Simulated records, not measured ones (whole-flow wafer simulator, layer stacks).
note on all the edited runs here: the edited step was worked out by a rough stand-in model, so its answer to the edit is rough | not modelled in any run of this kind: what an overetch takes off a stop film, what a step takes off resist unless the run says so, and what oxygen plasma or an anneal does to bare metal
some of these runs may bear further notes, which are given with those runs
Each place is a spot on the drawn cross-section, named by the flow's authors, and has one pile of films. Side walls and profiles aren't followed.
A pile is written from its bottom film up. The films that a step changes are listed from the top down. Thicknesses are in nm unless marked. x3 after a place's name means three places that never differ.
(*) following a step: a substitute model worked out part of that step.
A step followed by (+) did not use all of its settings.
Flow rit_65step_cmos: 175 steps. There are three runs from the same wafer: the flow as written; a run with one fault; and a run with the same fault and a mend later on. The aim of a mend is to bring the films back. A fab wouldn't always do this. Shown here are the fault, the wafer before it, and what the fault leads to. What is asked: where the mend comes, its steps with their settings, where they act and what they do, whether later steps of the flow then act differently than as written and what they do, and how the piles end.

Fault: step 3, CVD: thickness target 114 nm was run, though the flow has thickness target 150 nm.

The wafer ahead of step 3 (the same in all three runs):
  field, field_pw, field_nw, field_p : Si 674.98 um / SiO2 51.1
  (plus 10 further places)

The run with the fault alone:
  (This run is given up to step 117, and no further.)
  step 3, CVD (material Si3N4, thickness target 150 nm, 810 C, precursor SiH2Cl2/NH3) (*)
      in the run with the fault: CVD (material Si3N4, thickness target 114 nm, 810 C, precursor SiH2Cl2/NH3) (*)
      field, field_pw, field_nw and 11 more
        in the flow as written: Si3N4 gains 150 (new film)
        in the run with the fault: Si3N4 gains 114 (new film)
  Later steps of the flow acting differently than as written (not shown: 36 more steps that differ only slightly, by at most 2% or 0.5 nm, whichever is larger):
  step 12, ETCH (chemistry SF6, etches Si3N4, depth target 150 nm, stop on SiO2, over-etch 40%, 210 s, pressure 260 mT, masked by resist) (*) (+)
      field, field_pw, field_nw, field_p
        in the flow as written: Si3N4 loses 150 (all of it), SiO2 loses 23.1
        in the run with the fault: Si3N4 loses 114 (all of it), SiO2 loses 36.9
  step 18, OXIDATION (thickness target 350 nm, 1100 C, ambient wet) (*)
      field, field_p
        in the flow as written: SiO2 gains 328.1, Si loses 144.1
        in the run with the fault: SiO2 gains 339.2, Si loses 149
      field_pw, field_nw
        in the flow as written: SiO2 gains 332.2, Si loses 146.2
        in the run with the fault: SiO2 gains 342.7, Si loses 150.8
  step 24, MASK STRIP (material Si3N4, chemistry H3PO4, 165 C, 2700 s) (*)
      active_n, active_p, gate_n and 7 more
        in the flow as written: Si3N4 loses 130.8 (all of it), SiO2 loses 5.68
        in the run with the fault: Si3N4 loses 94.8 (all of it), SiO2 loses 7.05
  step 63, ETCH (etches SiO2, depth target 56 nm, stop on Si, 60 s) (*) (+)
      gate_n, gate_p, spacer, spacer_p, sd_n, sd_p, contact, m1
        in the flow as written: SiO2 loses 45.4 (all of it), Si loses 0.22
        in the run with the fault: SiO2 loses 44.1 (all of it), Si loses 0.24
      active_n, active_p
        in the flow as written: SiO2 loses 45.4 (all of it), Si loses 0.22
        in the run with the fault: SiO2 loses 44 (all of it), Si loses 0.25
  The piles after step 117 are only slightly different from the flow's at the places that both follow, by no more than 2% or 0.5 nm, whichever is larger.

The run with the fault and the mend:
  After step 4 comes the mend.
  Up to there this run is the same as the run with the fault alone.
  step 4a, ETCH (chemistry h3po4, depth target 131.1 nm)
      field, field_pw, field_nw and 11 more
        Si3N4 loses 114 (all of it)
  step 4b, CLEAN (chemistry SC2, 75 C, 600 s)
      does not change any film at any place that is followed
  step 4c, CVD (material Si3N4, thickness target 150 nm, 810 C, precursor SiH2Cl2/NH3) (*) (the flow's step 3 again)
      field, field_pw, field_nw and 11 more
        Si3N4 gains 150 (new film)
  Every later step of the flow that is run acts as written at every place that is followed.
  At every place that both follow, the piles at the end match the flow's.
